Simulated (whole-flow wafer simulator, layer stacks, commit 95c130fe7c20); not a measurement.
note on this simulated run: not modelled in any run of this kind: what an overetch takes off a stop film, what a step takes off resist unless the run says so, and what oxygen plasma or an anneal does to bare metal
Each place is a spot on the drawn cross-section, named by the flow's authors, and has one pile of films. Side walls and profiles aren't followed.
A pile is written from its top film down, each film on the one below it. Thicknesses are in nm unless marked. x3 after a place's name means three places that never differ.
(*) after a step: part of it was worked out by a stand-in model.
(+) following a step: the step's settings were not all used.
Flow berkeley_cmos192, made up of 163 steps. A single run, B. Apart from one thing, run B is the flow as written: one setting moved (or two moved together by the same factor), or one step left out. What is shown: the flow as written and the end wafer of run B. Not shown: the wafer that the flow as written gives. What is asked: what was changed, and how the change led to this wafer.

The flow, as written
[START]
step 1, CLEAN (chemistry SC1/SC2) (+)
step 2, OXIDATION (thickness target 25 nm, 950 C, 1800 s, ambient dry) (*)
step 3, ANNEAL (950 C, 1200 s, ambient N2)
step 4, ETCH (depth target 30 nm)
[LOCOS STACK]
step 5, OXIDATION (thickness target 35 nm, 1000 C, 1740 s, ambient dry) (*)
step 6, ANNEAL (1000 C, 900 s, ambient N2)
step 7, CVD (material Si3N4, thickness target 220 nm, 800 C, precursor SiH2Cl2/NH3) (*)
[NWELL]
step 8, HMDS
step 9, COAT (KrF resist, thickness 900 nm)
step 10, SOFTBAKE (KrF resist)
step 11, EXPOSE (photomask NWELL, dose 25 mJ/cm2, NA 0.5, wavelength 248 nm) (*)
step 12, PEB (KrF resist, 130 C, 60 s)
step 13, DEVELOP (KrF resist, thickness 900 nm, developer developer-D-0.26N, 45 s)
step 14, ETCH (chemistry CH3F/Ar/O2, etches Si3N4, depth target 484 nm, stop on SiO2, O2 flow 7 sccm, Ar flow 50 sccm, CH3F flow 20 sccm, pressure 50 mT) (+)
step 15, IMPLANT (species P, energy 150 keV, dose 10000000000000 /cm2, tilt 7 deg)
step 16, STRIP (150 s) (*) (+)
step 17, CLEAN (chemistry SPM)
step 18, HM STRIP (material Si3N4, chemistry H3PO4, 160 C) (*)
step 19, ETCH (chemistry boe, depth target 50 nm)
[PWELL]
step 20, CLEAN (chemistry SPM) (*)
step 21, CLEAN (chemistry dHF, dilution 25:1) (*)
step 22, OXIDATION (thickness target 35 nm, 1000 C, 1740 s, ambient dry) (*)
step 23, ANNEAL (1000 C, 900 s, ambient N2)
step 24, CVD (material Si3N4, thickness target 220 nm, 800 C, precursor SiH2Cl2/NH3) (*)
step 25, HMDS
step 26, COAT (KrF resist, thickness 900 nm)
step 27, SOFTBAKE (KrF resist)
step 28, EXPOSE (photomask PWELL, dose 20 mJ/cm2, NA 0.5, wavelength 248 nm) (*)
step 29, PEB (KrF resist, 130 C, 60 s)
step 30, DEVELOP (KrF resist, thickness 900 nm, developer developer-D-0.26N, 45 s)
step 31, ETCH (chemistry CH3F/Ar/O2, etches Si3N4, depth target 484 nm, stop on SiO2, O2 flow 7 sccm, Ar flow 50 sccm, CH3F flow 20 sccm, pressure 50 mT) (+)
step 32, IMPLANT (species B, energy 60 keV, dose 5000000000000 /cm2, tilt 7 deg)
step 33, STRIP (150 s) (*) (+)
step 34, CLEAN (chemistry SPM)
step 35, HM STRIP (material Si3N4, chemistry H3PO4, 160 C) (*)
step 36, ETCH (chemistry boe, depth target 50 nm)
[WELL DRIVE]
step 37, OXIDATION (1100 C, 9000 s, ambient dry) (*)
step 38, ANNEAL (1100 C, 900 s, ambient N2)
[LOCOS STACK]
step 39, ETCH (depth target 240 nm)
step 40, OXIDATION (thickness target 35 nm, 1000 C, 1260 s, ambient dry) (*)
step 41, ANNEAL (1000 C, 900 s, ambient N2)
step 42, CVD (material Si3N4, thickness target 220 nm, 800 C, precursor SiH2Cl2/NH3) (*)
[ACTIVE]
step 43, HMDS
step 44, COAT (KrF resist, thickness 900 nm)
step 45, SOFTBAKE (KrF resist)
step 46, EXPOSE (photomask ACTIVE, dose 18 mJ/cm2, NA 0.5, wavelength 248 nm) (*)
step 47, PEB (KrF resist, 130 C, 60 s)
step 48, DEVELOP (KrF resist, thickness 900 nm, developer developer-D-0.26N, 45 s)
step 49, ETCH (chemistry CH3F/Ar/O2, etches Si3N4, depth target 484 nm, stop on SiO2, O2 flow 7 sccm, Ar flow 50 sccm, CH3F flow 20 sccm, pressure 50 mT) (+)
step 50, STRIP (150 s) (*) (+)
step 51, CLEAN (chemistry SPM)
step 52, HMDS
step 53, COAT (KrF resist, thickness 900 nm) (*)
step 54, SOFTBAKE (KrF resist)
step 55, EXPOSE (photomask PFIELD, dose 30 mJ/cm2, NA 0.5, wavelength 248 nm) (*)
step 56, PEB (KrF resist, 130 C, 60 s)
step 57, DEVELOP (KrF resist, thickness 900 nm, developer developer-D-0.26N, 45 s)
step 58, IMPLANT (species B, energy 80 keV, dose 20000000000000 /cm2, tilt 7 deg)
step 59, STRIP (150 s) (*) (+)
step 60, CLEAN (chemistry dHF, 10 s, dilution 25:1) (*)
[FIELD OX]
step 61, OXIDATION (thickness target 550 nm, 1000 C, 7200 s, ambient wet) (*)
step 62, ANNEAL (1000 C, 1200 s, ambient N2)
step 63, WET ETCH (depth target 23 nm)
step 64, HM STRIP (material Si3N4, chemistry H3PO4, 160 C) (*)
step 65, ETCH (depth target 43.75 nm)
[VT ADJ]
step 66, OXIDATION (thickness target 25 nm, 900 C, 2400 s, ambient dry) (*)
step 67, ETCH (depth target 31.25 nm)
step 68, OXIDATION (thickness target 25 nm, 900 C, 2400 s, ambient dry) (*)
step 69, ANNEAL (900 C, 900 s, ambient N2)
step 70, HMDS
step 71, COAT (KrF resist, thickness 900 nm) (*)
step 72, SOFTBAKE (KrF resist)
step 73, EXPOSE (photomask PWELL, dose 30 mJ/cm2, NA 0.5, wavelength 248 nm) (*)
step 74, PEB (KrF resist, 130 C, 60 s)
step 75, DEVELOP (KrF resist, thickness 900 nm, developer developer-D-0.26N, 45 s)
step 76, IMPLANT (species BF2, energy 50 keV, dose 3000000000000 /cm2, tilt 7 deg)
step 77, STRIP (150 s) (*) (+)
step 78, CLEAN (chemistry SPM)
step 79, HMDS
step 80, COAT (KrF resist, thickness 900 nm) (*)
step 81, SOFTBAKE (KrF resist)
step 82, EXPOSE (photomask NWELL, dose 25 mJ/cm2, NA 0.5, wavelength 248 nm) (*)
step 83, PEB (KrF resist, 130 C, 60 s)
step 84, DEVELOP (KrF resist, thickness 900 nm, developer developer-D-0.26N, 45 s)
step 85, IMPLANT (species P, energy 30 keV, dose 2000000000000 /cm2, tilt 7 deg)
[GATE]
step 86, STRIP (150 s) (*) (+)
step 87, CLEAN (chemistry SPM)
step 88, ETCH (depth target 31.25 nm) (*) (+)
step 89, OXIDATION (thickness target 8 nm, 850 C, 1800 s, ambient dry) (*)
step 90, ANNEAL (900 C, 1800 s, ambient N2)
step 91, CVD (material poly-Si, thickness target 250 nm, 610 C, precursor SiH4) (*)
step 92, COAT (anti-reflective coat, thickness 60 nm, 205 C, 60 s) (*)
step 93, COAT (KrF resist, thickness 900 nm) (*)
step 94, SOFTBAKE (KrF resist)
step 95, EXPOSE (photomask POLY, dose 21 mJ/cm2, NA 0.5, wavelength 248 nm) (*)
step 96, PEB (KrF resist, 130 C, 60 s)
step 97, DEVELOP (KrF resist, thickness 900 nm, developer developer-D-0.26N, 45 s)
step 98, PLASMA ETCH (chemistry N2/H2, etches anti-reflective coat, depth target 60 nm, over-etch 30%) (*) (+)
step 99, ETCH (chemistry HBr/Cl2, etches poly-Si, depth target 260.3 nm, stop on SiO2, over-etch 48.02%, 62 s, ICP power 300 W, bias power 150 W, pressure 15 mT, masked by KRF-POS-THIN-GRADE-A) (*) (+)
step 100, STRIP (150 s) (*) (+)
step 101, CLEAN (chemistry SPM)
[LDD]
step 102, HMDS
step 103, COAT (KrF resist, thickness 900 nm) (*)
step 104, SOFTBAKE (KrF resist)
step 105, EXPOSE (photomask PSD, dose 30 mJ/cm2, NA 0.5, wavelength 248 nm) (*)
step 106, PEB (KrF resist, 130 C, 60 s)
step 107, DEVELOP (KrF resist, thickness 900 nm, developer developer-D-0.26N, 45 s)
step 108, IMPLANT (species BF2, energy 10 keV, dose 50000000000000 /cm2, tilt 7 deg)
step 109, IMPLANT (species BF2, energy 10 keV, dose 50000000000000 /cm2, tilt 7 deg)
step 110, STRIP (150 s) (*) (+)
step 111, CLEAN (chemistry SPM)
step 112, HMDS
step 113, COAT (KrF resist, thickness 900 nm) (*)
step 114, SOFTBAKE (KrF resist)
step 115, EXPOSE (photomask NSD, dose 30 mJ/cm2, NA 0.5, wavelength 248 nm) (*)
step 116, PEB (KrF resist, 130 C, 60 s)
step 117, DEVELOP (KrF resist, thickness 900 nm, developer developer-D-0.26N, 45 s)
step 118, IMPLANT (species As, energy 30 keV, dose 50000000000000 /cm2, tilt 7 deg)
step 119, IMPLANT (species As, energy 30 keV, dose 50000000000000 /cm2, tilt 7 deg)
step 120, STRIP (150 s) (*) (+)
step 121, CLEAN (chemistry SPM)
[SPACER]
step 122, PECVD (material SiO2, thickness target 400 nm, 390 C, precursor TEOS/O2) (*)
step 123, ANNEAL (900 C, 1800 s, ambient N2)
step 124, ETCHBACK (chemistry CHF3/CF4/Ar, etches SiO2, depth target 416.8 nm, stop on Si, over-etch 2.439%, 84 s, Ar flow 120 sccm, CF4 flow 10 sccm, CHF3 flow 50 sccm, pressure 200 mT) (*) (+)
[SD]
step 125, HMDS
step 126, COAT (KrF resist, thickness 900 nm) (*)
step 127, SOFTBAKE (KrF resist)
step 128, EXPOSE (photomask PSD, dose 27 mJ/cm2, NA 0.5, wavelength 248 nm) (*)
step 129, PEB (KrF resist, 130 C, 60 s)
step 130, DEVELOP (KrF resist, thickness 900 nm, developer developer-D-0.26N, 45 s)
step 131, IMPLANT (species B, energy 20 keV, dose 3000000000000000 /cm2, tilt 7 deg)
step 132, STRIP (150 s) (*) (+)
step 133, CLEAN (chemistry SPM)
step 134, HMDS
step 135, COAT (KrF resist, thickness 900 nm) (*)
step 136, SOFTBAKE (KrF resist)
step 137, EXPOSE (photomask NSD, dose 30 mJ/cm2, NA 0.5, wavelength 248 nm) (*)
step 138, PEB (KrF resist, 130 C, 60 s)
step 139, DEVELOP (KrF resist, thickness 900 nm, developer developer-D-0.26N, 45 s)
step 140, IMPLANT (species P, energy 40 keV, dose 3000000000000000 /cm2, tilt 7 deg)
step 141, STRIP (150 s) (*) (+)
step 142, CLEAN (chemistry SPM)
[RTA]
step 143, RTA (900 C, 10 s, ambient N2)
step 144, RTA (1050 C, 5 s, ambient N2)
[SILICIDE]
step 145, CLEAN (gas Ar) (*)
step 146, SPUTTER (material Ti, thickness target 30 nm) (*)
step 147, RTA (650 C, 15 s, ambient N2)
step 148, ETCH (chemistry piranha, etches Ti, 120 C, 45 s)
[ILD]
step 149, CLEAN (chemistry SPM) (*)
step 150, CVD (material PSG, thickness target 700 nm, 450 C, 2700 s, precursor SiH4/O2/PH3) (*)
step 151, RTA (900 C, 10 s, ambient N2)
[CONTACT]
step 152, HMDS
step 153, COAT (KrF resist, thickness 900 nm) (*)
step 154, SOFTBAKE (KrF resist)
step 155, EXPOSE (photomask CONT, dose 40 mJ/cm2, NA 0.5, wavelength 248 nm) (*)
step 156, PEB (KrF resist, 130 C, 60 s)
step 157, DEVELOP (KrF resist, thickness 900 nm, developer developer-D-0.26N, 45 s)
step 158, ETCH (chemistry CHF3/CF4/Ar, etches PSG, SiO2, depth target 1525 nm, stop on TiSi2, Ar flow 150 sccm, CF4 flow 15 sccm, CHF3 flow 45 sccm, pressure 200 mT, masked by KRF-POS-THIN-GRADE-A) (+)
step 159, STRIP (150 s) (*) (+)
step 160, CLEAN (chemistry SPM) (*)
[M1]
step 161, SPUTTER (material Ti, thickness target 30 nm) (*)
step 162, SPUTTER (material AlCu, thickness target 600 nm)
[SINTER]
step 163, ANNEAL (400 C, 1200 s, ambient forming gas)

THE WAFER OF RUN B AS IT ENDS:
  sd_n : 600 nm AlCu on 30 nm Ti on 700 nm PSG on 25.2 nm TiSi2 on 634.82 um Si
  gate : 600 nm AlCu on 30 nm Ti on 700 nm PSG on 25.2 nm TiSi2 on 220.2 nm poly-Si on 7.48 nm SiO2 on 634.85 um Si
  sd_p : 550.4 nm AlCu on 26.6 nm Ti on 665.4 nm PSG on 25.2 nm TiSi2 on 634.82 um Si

Cause: step 147, RTA: 585 C was run, though the flow has 650 C.

The path from the change to this, step by step:
  step 147, RTA (650 C, 15 s, ambient N2)
      sd_n, contact, m1: -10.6 Ti, +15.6 TiSi first (new film), +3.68 TiSi2 C49 (new film), -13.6 Si (it would be, as written: -23.4 Ti, +6.2 TiSi first (new film), +50.3 TiSi2 C49 (new film), -49 Si)
      gate, gate_p: -10.6 Ti, +15.6 TiSi first (new film), +3.68 TiSi2 C49 (new film), -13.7 poly-Si (it would be, as written: -23.4 Ti, +6.2 TiSi first (new film), +50.3 TiSi2 C49 (new film), -49.2 poly-Si)
      (also at 1 further place)
  step 148, ETCH (chemistry piranha, etches Ti, 120 C, 45 s)
      sd_n, gate, gate_p, contact, m1: -19.4 Ti (all of it), -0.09 TiSi first (it would be, as written: -6.6 Ti (all of it), -0.1 TiSi first)
      sd_p: -17.5 Ti (all of it), -0.09 TiSi first (it would be, as written: -6.17 Ti (all of it), -0.1 TiSi first)
  step 151, RTA (900 C, 10 s, ambient N2)
      sd_n, contact, m1: under 1 film: +25.2 TiSi2 (new film), -15.5 TiSi first (all of it), -3.68 TiSi2 C49 (all of it), -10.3 Si (it would be, as written: under 1 film: +55.9 TiSi2 (new film), -6.09 TiSi first (all of it), -50.3 TiSi2 C49 (all of it), -4.05 Si)
      gate, gate_p: under 1 film: +25.2 TiSi2 (new film), -15.5 TiSi first (all of it), -3.68 TiSi2 C49 (all of it), -10.3 poly-Si (it would be, as written: under 1 film: +55.9 TiSi2 (new film), -6.09 TiSi first (all of it), -50.3 TiSi2 C49 (all of it), -4.06 poly-Si)
      (also at 1 further place)
